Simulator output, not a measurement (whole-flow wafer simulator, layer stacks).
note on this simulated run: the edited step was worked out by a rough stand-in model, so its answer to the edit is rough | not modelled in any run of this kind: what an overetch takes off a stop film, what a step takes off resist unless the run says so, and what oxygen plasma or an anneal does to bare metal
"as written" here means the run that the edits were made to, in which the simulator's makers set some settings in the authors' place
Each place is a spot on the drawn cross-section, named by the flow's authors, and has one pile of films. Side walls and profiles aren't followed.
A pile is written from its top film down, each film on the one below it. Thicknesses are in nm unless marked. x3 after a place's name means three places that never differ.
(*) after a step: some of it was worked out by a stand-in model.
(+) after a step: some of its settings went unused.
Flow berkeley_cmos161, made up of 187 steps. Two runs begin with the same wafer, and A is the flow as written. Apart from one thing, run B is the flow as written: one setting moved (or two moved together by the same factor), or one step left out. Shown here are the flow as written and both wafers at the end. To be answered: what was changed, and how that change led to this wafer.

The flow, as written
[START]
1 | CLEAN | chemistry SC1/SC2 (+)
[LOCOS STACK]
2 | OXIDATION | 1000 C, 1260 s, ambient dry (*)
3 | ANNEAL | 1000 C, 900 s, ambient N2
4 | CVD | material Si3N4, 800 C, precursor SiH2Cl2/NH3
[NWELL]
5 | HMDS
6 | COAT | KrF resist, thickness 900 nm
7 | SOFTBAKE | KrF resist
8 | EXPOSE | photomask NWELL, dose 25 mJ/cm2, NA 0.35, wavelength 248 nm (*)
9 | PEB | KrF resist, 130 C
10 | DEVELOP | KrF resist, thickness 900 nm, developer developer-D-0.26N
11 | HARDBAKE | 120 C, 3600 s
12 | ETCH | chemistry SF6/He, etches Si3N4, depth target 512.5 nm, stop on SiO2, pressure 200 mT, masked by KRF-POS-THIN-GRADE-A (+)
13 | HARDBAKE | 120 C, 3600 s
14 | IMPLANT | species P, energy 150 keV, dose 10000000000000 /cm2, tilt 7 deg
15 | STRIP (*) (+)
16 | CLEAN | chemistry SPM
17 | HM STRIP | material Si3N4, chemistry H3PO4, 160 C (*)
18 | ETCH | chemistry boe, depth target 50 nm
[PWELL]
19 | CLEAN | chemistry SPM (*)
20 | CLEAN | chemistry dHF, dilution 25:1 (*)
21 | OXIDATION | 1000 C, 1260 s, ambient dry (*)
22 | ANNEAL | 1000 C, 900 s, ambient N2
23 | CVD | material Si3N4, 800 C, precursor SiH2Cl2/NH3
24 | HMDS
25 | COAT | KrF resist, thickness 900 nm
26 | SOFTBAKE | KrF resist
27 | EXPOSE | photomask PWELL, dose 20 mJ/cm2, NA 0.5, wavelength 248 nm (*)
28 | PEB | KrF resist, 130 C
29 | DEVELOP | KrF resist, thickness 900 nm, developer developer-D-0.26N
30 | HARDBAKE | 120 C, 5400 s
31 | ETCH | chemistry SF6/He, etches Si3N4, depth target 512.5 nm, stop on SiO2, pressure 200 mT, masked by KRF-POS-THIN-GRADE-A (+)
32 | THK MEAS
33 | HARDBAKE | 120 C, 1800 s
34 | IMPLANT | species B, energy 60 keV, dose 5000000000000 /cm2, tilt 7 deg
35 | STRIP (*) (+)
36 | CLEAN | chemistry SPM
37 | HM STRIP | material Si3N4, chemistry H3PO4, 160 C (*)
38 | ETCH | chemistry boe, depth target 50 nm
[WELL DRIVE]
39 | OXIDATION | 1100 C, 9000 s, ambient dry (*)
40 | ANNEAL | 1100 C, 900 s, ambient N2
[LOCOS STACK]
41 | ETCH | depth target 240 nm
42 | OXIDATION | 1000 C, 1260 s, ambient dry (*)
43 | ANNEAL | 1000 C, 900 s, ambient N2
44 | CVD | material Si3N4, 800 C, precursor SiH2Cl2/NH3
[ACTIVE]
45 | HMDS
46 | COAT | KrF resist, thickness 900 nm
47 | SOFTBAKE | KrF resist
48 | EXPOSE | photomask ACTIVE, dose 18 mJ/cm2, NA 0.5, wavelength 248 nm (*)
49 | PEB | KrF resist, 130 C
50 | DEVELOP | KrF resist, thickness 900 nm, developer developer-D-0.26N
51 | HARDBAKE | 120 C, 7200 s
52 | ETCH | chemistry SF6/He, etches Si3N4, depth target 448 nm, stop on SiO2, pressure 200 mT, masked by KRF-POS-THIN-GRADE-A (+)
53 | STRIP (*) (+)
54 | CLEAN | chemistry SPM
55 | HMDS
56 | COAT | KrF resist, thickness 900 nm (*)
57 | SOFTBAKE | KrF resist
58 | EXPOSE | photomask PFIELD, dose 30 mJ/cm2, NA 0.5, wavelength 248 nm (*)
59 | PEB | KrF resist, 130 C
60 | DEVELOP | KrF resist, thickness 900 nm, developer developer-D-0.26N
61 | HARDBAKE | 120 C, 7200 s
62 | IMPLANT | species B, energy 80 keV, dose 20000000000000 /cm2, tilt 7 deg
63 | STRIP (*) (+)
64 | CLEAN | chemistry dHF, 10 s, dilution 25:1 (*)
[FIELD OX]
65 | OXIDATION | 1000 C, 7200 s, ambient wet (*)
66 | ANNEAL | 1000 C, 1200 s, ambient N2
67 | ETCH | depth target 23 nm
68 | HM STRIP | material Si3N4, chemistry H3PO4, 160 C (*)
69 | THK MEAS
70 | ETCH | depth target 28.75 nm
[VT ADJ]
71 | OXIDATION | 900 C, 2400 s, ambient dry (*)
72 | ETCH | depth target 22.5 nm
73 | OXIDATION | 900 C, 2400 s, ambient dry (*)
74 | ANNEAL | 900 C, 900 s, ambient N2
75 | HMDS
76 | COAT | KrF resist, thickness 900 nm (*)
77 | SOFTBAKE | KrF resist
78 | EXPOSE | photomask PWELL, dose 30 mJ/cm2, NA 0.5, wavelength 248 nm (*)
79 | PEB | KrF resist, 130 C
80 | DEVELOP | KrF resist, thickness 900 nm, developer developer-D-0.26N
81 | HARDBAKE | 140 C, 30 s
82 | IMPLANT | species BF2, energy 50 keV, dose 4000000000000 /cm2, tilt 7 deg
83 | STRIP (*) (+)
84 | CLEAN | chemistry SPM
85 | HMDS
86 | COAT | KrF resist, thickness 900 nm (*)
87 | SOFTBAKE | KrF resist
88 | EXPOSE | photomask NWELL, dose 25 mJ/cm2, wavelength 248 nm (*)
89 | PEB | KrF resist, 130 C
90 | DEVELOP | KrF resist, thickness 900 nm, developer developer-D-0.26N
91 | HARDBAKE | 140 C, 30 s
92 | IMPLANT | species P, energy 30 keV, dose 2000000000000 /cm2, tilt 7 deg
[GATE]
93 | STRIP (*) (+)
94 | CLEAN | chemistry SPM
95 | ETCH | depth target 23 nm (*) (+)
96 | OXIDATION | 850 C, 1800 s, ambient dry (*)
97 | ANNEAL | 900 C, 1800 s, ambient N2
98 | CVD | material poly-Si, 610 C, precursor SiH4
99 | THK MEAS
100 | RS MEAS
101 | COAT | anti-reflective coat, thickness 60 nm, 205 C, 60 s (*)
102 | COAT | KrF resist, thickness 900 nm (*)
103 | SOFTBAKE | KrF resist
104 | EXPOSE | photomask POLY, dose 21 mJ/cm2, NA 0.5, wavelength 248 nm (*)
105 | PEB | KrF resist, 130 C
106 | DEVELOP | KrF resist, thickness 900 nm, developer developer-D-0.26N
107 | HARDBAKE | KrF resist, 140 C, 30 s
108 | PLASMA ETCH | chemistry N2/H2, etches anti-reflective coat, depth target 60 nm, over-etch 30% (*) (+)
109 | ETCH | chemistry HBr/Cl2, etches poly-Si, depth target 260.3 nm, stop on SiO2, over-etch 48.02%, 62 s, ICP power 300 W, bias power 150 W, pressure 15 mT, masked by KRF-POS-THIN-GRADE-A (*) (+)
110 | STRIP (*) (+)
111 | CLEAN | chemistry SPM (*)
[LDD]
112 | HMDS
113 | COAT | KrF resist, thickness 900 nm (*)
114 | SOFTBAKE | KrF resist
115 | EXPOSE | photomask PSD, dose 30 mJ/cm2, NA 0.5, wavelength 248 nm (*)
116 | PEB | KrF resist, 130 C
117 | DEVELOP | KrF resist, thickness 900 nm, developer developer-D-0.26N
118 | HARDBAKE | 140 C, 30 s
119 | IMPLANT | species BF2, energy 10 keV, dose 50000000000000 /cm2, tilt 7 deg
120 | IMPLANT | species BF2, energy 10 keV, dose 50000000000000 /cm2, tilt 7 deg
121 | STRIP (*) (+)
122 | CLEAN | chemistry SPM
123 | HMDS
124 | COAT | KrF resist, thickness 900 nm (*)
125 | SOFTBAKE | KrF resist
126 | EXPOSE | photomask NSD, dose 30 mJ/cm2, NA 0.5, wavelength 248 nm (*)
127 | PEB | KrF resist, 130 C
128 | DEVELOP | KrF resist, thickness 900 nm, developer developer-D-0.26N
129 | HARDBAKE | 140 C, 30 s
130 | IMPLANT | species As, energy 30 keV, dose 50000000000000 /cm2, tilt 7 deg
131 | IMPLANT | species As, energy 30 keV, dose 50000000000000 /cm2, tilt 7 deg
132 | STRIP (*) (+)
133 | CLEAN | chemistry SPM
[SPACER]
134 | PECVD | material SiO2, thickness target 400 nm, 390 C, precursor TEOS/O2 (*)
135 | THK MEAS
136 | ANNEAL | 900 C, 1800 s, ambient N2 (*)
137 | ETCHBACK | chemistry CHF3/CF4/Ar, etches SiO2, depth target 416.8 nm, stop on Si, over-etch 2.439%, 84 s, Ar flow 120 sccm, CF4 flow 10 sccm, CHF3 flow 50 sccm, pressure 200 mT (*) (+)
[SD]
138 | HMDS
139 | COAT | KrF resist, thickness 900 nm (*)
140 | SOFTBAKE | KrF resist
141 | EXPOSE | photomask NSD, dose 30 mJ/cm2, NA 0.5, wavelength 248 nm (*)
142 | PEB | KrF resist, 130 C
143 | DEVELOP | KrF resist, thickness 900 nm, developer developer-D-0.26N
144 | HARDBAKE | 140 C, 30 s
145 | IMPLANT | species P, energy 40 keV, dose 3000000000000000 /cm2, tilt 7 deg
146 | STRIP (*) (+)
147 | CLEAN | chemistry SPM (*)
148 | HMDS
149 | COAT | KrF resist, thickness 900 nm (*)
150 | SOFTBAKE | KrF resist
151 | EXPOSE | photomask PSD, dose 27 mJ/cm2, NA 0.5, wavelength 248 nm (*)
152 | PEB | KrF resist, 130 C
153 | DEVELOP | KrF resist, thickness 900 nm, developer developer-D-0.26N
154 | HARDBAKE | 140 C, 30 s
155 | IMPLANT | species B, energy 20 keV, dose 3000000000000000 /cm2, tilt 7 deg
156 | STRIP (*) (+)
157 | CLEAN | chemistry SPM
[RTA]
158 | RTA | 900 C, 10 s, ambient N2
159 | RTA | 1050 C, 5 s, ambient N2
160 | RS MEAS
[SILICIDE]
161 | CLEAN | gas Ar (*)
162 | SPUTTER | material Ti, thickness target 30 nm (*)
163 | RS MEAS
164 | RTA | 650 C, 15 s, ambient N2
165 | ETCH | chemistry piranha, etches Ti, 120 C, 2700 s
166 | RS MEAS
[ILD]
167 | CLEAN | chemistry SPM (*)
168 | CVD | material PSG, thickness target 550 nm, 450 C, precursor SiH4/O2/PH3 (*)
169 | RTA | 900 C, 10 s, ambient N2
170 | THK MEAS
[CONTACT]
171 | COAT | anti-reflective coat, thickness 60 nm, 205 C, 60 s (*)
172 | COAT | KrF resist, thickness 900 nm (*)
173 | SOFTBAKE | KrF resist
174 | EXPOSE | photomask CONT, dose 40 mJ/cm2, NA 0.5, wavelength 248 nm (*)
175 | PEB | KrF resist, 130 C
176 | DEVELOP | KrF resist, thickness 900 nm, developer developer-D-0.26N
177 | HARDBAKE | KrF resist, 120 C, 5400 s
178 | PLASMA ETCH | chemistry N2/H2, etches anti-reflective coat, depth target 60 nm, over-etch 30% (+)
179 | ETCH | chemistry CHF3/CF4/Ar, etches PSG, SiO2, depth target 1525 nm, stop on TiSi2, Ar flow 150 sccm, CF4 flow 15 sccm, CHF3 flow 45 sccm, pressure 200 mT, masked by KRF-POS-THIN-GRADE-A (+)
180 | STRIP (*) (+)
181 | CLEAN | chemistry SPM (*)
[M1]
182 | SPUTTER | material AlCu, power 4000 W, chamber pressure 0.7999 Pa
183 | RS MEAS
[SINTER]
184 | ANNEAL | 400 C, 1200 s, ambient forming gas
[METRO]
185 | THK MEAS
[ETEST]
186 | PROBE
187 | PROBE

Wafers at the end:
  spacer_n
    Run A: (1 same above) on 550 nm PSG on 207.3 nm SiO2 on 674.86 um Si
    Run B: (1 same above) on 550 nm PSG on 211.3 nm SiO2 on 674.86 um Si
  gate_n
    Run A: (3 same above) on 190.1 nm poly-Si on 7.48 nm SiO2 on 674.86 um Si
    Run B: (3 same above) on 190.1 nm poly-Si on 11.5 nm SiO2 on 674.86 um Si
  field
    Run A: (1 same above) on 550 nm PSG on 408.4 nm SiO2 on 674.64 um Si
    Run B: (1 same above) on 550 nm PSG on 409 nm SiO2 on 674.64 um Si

What caused this: step 96, OXIDATION: 892 C was run, while the flow as written has 850 C.

The path from the change to this, step by step:
  96 | OXIDATION | 850 C, 1800 s, ambient dry (*)
      sd_n, spacer_n, gate_n, sd_p, spacer_p, gate_p, contact, m1: A +7.48 SiO2 (new film), -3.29 Si | B +11.5 SiO2 (new film), -5.06 Si
      field: A +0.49 SiO2, -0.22 Si | B +1.09 SiO2, -0.48 Si
